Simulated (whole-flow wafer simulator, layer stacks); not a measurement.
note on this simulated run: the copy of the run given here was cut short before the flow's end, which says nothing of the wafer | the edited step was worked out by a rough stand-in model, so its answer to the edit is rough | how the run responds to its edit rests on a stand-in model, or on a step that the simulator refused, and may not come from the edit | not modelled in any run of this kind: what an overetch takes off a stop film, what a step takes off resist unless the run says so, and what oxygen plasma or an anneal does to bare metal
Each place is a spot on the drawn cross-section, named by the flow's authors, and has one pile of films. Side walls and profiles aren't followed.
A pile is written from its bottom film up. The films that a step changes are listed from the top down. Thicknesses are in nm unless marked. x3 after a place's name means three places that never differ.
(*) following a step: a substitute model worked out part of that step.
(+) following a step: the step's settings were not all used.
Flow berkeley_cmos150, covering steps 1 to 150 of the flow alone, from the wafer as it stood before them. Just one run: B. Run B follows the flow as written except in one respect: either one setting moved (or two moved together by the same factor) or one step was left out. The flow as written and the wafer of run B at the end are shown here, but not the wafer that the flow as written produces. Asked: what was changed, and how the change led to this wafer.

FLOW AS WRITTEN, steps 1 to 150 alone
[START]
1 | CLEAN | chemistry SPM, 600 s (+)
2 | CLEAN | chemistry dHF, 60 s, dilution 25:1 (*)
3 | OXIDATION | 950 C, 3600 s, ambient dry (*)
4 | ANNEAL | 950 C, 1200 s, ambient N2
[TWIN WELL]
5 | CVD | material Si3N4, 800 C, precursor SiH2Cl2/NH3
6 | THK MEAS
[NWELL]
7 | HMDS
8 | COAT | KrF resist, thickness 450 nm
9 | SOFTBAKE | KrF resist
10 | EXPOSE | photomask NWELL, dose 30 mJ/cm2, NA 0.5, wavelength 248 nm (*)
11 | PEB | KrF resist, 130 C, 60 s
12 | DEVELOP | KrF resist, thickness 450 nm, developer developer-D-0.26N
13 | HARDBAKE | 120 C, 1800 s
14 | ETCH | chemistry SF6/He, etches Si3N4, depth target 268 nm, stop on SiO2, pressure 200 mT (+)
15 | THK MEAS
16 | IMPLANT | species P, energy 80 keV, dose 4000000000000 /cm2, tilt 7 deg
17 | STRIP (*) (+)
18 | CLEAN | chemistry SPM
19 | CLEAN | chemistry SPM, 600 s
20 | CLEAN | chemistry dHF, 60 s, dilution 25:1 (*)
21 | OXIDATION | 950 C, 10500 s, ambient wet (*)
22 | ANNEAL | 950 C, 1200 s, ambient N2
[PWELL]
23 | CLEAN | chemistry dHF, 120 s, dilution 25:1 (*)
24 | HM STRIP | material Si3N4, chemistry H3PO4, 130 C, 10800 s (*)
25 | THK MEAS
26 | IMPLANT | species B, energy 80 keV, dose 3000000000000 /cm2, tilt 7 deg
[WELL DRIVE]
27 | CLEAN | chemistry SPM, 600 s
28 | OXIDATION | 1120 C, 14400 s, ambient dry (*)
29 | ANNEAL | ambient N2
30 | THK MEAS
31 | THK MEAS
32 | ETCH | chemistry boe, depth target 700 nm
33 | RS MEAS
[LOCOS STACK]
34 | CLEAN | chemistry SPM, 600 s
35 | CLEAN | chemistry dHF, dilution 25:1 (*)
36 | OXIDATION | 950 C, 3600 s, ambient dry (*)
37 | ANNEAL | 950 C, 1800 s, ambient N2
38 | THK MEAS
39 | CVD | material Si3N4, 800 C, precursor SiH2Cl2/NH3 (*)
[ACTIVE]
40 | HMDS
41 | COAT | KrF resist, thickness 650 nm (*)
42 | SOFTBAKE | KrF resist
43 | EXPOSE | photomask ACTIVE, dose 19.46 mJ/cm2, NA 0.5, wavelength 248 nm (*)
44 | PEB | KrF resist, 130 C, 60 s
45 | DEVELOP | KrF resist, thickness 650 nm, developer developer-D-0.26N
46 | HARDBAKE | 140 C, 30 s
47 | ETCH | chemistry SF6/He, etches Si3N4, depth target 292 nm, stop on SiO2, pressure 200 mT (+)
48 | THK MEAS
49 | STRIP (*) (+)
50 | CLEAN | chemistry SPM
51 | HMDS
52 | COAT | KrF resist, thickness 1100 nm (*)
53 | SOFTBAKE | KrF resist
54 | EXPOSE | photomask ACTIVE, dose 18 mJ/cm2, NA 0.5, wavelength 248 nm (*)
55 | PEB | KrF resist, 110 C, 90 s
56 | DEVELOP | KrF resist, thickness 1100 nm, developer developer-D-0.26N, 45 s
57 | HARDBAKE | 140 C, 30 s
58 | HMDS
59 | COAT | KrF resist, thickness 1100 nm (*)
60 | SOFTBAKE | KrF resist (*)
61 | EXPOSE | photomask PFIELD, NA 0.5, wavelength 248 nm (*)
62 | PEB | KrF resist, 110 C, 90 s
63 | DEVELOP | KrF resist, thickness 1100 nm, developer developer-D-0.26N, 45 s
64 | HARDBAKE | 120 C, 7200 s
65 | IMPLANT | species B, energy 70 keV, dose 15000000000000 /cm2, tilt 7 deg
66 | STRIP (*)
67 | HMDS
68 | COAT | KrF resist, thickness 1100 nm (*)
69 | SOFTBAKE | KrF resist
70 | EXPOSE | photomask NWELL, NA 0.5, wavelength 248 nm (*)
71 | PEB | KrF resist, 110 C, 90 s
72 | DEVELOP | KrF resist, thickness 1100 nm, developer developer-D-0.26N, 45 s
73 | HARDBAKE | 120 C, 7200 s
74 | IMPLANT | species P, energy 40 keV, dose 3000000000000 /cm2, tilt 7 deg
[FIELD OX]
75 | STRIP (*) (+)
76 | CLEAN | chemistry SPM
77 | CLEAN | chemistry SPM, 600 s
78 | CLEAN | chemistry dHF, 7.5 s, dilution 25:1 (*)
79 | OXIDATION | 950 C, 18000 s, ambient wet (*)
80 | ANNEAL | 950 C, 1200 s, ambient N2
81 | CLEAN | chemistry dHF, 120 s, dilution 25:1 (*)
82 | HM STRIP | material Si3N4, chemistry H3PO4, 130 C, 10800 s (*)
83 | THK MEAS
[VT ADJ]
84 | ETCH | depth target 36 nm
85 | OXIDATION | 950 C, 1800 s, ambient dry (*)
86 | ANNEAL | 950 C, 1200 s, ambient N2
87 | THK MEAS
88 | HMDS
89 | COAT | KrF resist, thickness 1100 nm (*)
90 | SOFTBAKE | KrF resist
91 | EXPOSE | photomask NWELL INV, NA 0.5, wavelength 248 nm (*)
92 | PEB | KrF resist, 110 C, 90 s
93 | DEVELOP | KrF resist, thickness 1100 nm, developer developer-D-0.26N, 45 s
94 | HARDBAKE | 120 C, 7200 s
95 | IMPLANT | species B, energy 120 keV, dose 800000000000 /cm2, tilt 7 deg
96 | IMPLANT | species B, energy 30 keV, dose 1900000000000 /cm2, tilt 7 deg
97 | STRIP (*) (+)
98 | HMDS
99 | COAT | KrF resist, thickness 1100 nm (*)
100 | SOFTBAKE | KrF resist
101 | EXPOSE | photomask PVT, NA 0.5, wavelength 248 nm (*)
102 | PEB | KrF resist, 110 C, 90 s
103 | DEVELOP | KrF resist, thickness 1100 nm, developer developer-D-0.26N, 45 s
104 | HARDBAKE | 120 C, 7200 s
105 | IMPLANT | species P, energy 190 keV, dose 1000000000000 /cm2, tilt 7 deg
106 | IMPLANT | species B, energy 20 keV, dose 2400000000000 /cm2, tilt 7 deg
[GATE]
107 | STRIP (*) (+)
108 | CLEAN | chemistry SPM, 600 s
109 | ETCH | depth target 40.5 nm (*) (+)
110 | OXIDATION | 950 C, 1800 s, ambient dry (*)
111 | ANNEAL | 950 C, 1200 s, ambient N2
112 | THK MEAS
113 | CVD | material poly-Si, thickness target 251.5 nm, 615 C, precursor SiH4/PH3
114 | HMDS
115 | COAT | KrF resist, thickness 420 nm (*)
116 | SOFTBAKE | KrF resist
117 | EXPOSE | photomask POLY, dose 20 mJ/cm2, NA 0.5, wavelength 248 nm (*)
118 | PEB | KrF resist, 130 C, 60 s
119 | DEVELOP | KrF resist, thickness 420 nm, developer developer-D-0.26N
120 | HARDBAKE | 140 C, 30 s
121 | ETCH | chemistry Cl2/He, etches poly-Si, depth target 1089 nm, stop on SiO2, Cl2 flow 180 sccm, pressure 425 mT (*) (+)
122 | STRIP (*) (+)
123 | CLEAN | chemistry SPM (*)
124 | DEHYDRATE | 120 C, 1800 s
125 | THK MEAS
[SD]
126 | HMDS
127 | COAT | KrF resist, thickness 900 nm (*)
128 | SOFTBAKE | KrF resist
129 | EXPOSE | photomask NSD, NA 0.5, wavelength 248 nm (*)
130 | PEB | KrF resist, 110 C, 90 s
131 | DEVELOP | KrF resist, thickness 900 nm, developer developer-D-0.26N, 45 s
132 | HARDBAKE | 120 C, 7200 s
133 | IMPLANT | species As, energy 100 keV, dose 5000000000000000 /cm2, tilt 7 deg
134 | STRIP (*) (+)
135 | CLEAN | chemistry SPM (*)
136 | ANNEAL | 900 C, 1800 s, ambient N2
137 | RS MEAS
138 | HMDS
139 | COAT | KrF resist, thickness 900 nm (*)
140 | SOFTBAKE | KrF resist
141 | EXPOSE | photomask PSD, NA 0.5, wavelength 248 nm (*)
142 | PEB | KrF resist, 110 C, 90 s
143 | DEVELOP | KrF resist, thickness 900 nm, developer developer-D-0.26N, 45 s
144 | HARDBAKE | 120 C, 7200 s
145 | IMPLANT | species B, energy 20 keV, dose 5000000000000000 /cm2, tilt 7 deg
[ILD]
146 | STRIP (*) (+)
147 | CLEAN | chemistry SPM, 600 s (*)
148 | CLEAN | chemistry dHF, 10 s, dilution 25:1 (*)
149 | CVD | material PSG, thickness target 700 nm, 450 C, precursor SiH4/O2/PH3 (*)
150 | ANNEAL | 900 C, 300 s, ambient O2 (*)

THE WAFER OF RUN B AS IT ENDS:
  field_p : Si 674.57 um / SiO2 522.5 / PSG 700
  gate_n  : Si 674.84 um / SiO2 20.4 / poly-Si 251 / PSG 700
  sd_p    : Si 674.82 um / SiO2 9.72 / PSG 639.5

Cause: step 21, OXIDATION: 808 C was run, whereas the flow has 950 C.

The path from the change to this, step by step:
  21 | OXIDATION | 950 C, 10500 s, ambient wet (*)
      field, sd_n, gate_n, contact, m1: SiO2 gains 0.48 (new film), Si3N4 loses 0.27, SiO2 gains 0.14, Si loses 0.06 (as written it would have been: SiO2 gains 7.45 (new film), Si3N4 loses 4.11)
      field_p, sd_p, gate_p: SiO2 gains 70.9, Si loses 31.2 (as written it would have been: SiO2 gains 461.2, Si loses 202.9)
  23 | CLEAN | chemistry dHF, 120 s, dilution 25:1 (*)
      field, sd_n, gate_n, contact, m1: SiO2 loses 0.48 (all of it), Si3N4 loses 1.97 (as written it would have been: SiO2 loses 7.45 (all of it), Si3N4 loses 1.36)
  24 | HM STRIP | material Si3N4, chemistry H3PO4, 130 C, 10800 s (*)
      field, sd_n, gate_n, contact, m1: Si3N4 loses 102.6 (all of it), SiO2 loses 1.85 (as written it would have been: Si3N4 loses 99.4 (all of it), SiO2 loses 1.87)
  28 | OXIDATION | 1120 C, 14400 s, ambient dry (*)
      field_p, sd_p, gate_p: SiO2 gains 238, Si loses 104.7 (as written it would have been: SiO2 gains 103.6, Si loses 45.6)
  32 | ETCH | chemistry boe, depth target 700 nm
      field_p, sd_p, gate_p: SiO2 loses 299.6 (all of it) (as written it would have been: SiO2 loses 555.5 (all of it))
  41 | COAT | KrF resist, thickness 650 nm (*)
      field_p: KrF resist gains 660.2 (new film) (as written it would have been: KrF resist gains 715.2 (new film))
      sd_n: KrF resist gains 647.3 (new film) (as written it would have been: KrF resist gains 633.7 (new film))
      (and at 2 other places as well)
  45 | DEVELOP | KrF resist, thickness 650 nm, developer developer-D-0.26N
      field_p: KrF resist loses 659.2 (all of it) (as written it would have been: KrF resist loses 714.1 (all of it))
  46 | HARDBAKE | 140 C, 30 s
      sd_n: KrF resist loses 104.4 (as written it would have been: KrF resist loses 102.2)
      sd_p: KrF resist loses 106.1 (as written it would have been: KrF resist loses 112.2)
      (and at 1 other place as well)
  49 | STRIP (*) (+)
      sd_n: KrF resist loses 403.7 (all of it) (as written it would have been: KrF resist loses 392.4 (all of it))
      sd_p: KrF resist loses 411.9 (all of it) (as written it would have been: KrF resist loses 442.9 (all of it))
      (and at 1 other place as well)
  52 | COAT | KrF resist, thickness 1100 nm (*)
      field: KrF resist gains 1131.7 (new film) (as written it would have been: KrF resist gains 1106.9 (new film))
      field_p: KrF resist gains 1149.7 (new film) (as written it would have been: KrF resist gains 1219.5 (new film))
      (and at 2 other places as well)
  55 | PEB | KrF resist, 110 C, 90 s
      field_p: KrF resist loses 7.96 (as written it would have been: KrF resist loses 8.46)
  56 | DEVELOP | KrF resist, thickness 1100 nm, developer developer-D-0.26N, 45 s
      field: KrF resist loses 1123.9 (all of it) (as written it would have been: KrF resist loses 1099.3 (all of it))
      field_p: KrF resist loses 1141.7 (all of it) (as written it would have been: KrF resist loses 1211 (all of it))
  57 | HARDBAKE | 140 C, 30 s
      sd_p: KrF resist loses 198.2 (as written it would have been: KrF resist loses 208.8)
      gate_p: KrF resist loses 199.3 (as written it would have been: KrF resist loses 209.5)
  59 | COAT | KrF resist, thickness 1100 nm (*)
      field_p: KrF resist gains 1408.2 (new film) (as written it would have been: KrF resist gains 1484.3 (new film))
      sd_p: KrF resist gains 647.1 (as written it would have been: KrF resist gains 671.5)
      (and at 1 other place as well)
  62 | PEB | KrF resist, 110 C, 90 s
      field_p: KrF resist loses 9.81 (as written it would have been: KrF resist loses 10.4)
  64 | HARDBAKE | 120 C, 7200 s
      field_p: KrF resist loses 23 (as written it would have been: KrF resist loses 24.4)
  ... 23 other steps ...
  146 | STRIP (*) (+)
      field: KrF resist loses 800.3 (all of it) (as written it would have been: KrF resist loses 778.1 (all of it))
      field_p: KrF resist loses 819 (all of it) (as written it would have been: KrF resist loses 882.7 (all of it))
